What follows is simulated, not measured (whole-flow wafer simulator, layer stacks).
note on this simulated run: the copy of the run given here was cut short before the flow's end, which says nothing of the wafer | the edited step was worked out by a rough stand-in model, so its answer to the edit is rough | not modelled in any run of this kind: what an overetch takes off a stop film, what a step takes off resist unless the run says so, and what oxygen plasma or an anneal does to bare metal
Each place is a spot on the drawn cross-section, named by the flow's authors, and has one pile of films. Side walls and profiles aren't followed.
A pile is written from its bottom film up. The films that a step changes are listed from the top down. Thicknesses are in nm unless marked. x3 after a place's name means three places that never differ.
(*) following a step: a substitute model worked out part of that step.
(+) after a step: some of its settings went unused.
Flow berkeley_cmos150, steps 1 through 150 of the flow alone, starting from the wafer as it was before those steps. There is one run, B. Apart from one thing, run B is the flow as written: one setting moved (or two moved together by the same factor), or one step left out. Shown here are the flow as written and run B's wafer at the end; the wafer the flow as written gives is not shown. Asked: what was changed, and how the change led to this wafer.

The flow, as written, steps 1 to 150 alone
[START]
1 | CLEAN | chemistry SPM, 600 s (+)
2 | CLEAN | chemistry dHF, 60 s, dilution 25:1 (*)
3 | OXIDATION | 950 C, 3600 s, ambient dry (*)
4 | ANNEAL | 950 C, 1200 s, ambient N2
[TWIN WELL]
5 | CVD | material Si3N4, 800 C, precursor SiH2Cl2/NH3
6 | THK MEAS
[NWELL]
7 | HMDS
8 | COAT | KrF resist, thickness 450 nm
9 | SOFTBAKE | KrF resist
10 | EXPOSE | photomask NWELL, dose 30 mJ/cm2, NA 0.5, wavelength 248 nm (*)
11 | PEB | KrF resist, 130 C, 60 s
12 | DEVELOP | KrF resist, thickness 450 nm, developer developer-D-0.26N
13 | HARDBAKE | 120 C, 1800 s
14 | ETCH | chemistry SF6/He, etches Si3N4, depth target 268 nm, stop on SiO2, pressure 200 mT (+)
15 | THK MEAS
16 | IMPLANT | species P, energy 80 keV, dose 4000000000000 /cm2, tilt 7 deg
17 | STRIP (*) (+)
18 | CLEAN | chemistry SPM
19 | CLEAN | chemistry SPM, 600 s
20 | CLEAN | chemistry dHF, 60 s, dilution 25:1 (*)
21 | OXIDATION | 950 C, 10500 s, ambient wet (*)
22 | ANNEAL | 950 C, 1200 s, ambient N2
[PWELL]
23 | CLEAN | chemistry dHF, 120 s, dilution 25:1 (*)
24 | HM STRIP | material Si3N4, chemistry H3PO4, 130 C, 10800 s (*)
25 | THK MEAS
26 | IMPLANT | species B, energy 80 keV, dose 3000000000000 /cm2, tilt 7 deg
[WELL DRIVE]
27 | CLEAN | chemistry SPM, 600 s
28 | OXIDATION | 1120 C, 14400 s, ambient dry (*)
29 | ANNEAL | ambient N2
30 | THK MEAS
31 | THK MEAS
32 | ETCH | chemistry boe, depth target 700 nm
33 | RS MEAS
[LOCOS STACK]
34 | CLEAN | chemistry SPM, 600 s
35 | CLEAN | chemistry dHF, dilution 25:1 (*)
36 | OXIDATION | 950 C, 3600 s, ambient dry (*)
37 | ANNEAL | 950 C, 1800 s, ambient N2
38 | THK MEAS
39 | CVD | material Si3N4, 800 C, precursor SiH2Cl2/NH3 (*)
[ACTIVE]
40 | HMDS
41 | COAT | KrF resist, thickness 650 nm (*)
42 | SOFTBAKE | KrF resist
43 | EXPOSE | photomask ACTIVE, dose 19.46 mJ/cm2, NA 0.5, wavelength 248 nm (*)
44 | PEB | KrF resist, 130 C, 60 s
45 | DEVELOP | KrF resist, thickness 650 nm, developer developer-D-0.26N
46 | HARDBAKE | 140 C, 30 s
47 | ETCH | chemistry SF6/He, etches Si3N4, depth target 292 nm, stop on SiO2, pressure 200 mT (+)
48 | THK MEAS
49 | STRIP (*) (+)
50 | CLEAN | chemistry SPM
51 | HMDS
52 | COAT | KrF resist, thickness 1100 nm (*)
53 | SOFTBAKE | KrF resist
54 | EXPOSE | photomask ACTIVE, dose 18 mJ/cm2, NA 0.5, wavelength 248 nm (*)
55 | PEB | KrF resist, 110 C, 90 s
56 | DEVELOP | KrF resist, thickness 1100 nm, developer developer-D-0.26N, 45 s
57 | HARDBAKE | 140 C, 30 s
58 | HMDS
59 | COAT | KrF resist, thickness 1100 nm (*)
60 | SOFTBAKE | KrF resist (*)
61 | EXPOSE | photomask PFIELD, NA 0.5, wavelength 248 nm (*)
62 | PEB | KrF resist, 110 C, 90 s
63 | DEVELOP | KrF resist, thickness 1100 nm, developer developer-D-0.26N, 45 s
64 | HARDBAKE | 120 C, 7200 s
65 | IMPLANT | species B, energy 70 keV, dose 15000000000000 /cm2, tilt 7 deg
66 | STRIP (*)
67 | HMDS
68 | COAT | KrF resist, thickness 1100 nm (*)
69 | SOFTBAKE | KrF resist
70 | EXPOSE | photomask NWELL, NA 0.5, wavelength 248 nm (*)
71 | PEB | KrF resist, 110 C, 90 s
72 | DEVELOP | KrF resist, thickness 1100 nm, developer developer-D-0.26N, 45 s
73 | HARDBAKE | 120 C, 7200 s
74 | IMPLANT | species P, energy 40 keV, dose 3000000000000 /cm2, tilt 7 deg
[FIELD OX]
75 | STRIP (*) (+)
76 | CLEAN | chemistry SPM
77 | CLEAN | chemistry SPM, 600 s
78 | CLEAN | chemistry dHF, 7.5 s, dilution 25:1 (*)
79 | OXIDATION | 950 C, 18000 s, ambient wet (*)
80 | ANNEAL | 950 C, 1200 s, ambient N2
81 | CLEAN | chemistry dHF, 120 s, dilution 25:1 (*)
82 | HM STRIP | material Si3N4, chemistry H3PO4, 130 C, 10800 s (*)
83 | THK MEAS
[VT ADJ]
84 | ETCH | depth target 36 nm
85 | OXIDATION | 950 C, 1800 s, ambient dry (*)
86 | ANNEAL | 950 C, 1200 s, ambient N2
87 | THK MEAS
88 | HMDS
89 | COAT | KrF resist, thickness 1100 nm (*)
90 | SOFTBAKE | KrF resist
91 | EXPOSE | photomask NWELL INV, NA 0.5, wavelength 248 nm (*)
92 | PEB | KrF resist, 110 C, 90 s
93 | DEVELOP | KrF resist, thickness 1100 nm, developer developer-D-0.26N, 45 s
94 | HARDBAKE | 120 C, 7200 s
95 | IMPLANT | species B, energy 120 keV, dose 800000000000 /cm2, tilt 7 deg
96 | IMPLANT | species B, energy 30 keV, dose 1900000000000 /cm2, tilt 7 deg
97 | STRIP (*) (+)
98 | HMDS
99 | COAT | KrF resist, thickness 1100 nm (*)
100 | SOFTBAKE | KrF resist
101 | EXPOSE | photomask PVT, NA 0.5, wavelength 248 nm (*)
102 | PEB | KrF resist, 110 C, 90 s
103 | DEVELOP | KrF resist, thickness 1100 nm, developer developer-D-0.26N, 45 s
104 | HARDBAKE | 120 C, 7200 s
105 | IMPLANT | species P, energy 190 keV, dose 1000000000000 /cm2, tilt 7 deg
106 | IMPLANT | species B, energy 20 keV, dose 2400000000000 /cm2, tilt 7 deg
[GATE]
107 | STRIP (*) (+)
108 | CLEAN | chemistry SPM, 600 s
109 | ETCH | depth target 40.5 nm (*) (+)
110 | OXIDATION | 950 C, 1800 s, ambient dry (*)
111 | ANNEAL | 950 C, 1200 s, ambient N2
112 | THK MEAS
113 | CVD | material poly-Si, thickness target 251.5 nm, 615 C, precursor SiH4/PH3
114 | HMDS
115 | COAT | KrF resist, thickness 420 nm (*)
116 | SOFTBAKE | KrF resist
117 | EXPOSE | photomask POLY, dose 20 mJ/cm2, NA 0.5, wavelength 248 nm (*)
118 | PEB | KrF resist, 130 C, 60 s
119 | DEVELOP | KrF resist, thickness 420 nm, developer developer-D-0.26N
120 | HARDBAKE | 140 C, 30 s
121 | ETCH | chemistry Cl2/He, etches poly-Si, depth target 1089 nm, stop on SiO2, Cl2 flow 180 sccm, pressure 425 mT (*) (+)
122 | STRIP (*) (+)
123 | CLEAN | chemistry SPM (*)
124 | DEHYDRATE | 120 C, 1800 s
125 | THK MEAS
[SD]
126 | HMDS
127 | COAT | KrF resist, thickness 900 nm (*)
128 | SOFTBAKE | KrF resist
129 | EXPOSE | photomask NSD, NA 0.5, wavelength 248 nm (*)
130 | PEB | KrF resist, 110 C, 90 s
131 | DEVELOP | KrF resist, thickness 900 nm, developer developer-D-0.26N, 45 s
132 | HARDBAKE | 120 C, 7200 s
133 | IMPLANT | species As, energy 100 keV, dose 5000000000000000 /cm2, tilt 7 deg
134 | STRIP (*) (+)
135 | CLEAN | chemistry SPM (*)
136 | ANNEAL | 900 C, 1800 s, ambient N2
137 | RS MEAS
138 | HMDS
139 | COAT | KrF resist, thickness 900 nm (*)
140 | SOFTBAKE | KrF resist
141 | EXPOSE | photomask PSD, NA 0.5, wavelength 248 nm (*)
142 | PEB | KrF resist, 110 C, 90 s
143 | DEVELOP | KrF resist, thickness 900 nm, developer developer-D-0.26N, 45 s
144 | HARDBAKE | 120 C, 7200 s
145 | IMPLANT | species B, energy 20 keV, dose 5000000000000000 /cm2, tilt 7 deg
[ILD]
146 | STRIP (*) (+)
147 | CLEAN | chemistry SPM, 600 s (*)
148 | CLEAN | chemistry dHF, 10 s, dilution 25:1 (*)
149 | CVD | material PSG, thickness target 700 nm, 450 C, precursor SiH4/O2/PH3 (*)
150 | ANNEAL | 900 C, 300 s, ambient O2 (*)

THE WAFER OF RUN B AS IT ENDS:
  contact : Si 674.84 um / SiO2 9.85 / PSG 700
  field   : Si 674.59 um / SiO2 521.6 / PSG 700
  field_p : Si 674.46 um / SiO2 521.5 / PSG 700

The reason: step 110, OXIDATION: 1080 s was run, though the flow has 1800 s.

How this came from the change, step by step:
  110 | OXIDATION | 950 C, 1800 s, ambient dry (*)
      sd_n, gate_n, sd_p, gate_p, contact, m1: +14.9 SiO2 (new film), -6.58 Si (as written it would have been: +20.4 SiO2 (new film), -8.98 Si)
      field, field_p: +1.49 SiO2, -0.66 Si (as written it would have been: +2.49 SiO2, -1.09 Si)
